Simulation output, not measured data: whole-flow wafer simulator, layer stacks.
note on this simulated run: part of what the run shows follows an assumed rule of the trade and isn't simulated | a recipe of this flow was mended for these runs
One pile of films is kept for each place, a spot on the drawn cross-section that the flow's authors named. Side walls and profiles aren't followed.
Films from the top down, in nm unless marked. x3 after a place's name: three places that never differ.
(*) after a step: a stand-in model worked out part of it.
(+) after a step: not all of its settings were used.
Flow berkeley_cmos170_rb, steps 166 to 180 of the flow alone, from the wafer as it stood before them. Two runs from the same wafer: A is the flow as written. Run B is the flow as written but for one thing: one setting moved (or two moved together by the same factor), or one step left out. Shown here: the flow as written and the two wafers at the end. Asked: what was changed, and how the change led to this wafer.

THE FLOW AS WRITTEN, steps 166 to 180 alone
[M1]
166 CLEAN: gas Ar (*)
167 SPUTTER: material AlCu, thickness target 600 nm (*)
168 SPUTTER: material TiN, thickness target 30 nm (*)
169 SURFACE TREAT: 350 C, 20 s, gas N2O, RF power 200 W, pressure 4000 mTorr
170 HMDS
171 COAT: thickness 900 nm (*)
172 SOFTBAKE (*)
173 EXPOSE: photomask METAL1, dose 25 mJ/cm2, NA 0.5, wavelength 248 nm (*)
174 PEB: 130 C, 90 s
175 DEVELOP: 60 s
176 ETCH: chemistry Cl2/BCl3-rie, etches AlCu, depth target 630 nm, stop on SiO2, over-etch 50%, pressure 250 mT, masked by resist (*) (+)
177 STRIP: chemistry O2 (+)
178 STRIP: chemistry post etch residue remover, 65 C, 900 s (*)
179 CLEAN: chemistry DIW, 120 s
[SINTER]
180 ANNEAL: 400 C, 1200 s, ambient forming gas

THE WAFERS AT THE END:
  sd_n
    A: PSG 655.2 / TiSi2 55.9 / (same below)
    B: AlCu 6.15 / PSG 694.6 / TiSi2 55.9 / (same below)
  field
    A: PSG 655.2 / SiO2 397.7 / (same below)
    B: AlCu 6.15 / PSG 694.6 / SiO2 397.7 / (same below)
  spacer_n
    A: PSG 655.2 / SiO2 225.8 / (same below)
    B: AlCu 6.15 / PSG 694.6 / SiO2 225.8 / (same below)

The cause: step 176, ETCH: depth target 414 nm was run, where the flow has depth target 630 nm.

How the change led to this, step by step:
  176 ETCH: chemistry Cl2/BCl3-rie, etches AlCu, depth target 630 nm, stop on SiO2, over-etch 50%, pressure 250 mT, masked by resist (*) (+)
      field, sd_n, spacer_n, gate, spacer_p, gate_p: A TiN -30 (all of it), AlCu -600 (all of it), PSG -39.4 | B TiN -30 (all of it), AlCu -591
      contact, m1: A KrF-resist -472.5 | B KrF-resist -310.5
      (and at 1 more place)
  177 STRIP: chemistry O2 (+)
      contact: A KrF-resist -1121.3 (all of it) | B KrF-resist -1283.3 (all of it)
      m1: A KrF-resist -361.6 (all of it) | B KrF-resist -523.6 (all of it)
  178 STRIP: chemistry post etch residue remover, 65 C, 900 s (*)
      field, sd_n, spacer_n, gate, spacer_p, gate_p: A nothing | B AlCu -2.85
Counting metal films that touch as one body, sd_n has 1 body; the flow as written gives 0 bodies.
Counting metal films that touch as one body, field has 1 body; the flow as written gives 0 bodies.
Counting metal films that touch as one body, spacer_n has 1 body; the flow as written gives 0 bodies.
